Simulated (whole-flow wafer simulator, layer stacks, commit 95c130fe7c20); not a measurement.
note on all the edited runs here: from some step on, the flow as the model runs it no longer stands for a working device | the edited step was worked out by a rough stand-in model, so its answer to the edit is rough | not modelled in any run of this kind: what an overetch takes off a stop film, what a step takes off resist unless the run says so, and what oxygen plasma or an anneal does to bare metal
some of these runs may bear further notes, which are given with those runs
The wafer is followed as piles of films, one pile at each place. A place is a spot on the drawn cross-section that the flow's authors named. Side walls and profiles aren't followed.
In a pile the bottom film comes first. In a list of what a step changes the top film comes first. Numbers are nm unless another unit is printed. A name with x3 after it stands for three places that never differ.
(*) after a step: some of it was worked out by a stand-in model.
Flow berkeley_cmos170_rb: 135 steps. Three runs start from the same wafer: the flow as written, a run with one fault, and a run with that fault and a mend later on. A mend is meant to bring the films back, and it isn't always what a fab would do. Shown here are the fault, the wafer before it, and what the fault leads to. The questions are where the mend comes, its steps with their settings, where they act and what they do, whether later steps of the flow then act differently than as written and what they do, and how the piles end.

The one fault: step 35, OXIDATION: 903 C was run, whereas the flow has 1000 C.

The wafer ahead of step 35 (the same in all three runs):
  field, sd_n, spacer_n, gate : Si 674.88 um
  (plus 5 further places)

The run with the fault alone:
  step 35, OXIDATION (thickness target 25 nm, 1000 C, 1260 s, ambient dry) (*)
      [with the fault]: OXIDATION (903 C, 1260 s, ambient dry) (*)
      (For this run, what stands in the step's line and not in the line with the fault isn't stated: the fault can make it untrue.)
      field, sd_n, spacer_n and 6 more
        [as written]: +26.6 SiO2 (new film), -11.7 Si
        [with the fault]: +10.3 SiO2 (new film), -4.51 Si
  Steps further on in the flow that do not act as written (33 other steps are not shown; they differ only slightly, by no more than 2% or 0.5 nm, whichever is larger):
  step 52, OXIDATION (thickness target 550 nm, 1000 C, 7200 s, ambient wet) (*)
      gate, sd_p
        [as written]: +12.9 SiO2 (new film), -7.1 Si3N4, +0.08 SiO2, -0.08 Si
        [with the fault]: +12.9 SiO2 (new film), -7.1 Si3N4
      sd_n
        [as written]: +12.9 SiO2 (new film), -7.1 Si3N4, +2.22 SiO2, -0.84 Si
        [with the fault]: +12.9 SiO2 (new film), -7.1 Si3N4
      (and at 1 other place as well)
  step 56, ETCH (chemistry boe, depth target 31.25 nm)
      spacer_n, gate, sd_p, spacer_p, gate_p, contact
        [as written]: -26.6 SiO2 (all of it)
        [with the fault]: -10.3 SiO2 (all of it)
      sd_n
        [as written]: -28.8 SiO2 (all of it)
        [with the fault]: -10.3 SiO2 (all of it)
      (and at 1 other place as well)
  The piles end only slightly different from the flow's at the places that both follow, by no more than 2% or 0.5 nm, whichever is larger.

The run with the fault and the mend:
  The mend follows step 36.
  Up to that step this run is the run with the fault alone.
  step 36a, OXIDATION (1000 C, 888 s, ambient dry) (*) (the flow's step 35, run once more with other settings)
      field, sd_n, spacer_n and 6 more
        +16 SiO2, -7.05 Si
  Every later step of the flow that is run acts as written, at every place that is followed, to within 2% or 0.5 nm, whichever is larger.
  The piles end only slightly different from the flow's at the places that both follow, by no more than 2% or 0.5 nm, whichever is larger.
